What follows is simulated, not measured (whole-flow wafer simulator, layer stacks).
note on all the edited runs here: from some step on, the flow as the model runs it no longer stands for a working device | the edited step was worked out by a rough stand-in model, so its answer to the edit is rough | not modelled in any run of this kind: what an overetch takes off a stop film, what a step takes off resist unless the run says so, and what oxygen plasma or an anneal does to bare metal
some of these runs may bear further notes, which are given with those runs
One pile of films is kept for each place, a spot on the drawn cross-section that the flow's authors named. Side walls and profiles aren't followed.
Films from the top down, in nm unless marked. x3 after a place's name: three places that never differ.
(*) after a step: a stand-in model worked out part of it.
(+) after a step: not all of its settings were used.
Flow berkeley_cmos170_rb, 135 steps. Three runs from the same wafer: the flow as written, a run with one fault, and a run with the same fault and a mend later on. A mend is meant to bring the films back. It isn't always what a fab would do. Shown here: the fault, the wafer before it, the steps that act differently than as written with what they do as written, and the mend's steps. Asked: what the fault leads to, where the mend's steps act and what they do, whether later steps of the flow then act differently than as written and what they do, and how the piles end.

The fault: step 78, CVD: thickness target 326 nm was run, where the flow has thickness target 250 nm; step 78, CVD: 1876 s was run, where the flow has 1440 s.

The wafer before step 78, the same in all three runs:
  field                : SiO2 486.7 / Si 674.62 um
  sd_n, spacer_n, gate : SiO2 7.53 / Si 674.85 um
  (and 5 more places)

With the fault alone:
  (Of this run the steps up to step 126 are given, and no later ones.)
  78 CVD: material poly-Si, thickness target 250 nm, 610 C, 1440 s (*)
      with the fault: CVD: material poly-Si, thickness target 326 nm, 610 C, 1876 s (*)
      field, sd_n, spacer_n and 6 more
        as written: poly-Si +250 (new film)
        with the fault: poly-Si +326 (new film)
  Later steps of the flow that act differently than as written (5 more steps differ only slightly, by at most 2% or 0.5 nm, whichever is larger, and aren't shown):
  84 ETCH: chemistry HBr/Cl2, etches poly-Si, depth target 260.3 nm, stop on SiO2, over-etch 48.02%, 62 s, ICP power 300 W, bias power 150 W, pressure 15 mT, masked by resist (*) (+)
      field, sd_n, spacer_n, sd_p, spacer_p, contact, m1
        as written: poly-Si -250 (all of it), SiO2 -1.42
        with the fault: poly-Si -326 (all of it), SiO2 -0.3
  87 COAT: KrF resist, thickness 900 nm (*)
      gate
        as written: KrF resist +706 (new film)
        with the fault: KrF resist +648.1 (new film)
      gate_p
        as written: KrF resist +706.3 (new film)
        with the fault: KrF resist +648.7 (new film)
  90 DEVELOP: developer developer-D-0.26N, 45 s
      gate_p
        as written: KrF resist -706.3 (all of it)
        with the fault: KrF resist -648.7 (all of it)
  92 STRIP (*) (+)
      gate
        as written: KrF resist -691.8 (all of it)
        with the fault: KrF resist -633.9 (all of it)
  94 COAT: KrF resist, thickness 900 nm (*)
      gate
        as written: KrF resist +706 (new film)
        with the fault: KrF resist +648.1 (new film)
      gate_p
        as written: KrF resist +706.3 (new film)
        with the fault: KrF resist +648.7 (new film)
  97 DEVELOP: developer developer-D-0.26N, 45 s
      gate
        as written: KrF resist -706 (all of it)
        with the fault: KrF resist -648.1 (all of it)
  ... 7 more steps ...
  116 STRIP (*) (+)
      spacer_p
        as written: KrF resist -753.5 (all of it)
        with the fault: KrF resist -700.1 (all of it)
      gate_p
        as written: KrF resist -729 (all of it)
        with the fault: KrF resist -677 (all of it)
  After step 126 the piles differ from the flow's by more than 2% or 0.5 nm, whichever is larger, at spacer_n, gate, spacer_p, gate_p.
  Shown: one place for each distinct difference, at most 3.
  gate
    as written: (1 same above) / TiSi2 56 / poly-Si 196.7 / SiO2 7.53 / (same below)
    with the fault: (1 same above) / TiSi2 56 / poly-Si 272.7 / SiO2 7.53 / (same below)
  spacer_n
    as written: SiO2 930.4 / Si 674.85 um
    with the fault: SiO2 1006.4 / Si 674.85 um
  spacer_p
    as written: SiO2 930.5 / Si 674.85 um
    with the fault: SiO2 1006.5 / Si 674.85 um

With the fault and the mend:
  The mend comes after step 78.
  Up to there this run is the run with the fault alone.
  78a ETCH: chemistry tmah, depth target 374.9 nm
      field, sd_n, spacer_n and 6 more
        poly-Si -326 (all of it)
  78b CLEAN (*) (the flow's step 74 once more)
      changes no film at any place that is followed
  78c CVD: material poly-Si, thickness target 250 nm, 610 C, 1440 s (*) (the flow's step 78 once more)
      field, sd_n, spacer_n and 6 more
        poly-Si +250 (new film)
  No later step of the flow acts differently than as written at any place that is followed.
  At the end the piles are the same as the flow's at every place that both follow.
